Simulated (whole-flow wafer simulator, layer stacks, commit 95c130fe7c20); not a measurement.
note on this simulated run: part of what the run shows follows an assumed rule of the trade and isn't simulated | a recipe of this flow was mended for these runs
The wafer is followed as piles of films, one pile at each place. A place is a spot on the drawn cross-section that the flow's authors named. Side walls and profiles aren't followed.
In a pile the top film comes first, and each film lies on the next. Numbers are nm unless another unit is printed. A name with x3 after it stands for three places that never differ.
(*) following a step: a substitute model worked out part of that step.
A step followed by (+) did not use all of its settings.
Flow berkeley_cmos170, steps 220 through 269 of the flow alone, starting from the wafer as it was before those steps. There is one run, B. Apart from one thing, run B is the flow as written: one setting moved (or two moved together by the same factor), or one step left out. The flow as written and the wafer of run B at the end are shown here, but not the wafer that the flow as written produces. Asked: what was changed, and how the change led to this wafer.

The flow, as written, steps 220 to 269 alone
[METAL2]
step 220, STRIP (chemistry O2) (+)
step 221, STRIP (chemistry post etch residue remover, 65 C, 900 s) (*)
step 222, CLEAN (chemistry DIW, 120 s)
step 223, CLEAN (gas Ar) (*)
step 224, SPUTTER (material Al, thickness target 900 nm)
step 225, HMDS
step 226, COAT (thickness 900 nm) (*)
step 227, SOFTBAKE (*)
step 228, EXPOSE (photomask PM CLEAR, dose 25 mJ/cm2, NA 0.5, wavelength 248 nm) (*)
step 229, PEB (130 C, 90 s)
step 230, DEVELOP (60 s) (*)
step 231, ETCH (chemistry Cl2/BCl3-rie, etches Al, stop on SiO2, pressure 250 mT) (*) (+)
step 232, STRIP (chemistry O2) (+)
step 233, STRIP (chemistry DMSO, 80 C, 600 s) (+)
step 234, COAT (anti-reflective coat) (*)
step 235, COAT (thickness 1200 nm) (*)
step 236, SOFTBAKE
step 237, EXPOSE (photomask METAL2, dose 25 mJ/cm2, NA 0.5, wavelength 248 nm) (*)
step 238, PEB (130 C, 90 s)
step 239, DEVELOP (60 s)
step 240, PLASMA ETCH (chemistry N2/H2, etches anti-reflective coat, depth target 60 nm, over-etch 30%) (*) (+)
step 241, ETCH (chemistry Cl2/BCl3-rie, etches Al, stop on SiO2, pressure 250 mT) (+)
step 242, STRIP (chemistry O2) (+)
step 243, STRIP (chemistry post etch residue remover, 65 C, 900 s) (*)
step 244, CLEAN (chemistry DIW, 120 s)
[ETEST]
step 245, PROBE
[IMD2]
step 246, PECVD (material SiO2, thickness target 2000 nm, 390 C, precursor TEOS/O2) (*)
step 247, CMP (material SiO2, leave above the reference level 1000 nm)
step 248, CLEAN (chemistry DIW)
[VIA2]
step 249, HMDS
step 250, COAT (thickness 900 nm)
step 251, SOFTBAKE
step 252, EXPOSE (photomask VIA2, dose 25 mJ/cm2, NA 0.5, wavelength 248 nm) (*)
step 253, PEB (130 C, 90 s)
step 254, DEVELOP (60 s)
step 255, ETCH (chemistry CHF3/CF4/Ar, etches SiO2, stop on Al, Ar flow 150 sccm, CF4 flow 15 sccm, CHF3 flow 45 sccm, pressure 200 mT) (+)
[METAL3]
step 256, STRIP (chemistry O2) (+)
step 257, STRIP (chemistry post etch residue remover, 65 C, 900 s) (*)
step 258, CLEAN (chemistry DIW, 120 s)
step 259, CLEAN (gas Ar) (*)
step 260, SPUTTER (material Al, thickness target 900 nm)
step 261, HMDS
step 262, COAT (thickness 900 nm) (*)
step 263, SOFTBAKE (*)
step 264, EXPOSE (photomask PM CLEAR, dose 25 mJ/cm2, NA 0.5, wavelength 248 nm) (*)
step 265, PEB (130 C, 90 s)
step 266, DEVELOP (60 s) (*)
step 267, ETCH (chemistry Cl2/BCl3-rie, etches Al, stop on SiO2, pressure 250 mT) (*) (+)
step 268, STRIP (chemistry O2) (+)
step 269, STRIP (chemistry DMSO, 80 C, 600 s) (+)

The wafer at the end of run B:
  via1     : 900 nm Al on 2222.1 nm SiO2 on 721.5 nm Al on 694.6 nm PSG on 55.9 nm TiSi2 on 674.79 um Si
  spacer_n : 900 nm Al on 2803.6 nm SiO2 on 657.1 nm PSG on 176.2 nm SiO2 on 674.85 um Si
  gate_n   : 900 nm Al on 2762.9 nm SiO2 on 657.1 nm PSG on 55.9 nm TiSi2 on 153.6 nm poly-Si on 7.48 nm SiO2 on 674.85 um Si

Cause: step 224, SPUTTER: thickness target 360 nm was run, whereas the flow has thickness target 900 nm.

Step by step, how the change led to this:
  step 224, SPUTTER (material Al, thickness target 900 nm)
      field, mark, sd_n and 9 more: +360 Al (new film) (it would be, as written: +900 Al (new film))
      via1: +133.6 Al (it would be, as written: +259.4 Al)
  step 226, COAT (thickness 900 nm) (*)
      via1: +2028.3 KrF-resist (new film) (it would be, as written: +2428.6 KrF-resist (new film))
  step 229, PEB (130 C, 90 s)
      via1: -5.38 KrF-resist (it would be, as written: -7.55 KrF-resist)
  step 231, ETCH (chemistry Cl2/BCl3-rie, etches Al, stop on SiO2, pressure 250 mT) (*) (+)
      field, sd_n, spacer_n and 9 more: -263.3 KrF-resist (it would be, as written: -533.3 KrF-resist)
      mark: -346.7 Al (all of it), -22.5 SiO2 (it would be, as written: -886.7 Al (all of it), -22.5 SiO2)
  step 232, STRIP (chemistry O2) (+)
      field, spacer_n, gate_n: -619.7 KrF-resist (all of it) (it would be, as written: -349.7 KrF-resist (all of it))
      sd_n: -617.3 KrF-resist (all of it) (it would be, as written: -347 KrF-resist (all of it))
      (also at 8 further places)
  step 234, COAT (anti-reflective coat) (*)
      m1: +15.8 anti-reflective coat (new film) (it would be, as written: +16.6 anti-reflective coat (new film))
      via1: +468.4 anti-reflective coat (new film) (it would be, as written: +671.1 anti-reflective coat (new film))
  step 235, COAT (thickness 1200 nm) (*)
      via1: +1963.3 KrF-resist (new film) (it would be, as written: +2189 KrF-resist (new film))
  step 238, PEB (130 C, 90 s)
      via1: -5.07 KrF-resist (it would be, as written: -6.08 KrF-resist)
  step 241, ETCH (chemistry Cl2/BCl3-rie, etches Al, stop on SiO2, pressure 250 mT) (+)
      field, sd_n, spacer_n, gate_n, sd_p, spacer_p, gate_p: -360 Al (all of it), -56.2 SiO2 (it would be, as written: -900 Al (all of it), -56.2 SiO2)
      contact, m1, via1, m2, via2: -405 KrF-resist (it would be, as written: -675 KrF-resist)
      (also at 1 further place)
  step 242, STRIP (chemistry O2) (+)
      contact: -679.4 KrF-resist (all of it), -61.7 anti-reflective coat (all of it) (it would be, as written: -412 KrF-resist (all of it), -62.1 anti-reflective coat (all of it))
      m1: -693.3 KrF-resist (all of it), -15.8 anti-reflective coat (all of it) (it would be, as written: -433.1 KrF-resist (all of it), -16.6 anti-reflective coat (all of it))
      (also at 3 further places)
  step 246, PECVD (material SiO2, thickness target 2000 nm, 390 C, precursor TEOS/O2) (*)
      via1: +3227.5 SiO2 (new film) (it would be, as written: +3103.6 SiO2 (new film), +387 void (new film), +151 SiO2 (new film))
  step 247, CMP (material SiO2, leave above the reference level 1000 nm)
      mark: -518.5 SiO2 (it would be, as written: nothing)
      field, sd_n, spacer_n, gate_n, sd_p, spacer_p, gate_p: -586.6 SiO2 (it would be, as written: -46.6 SiO2)
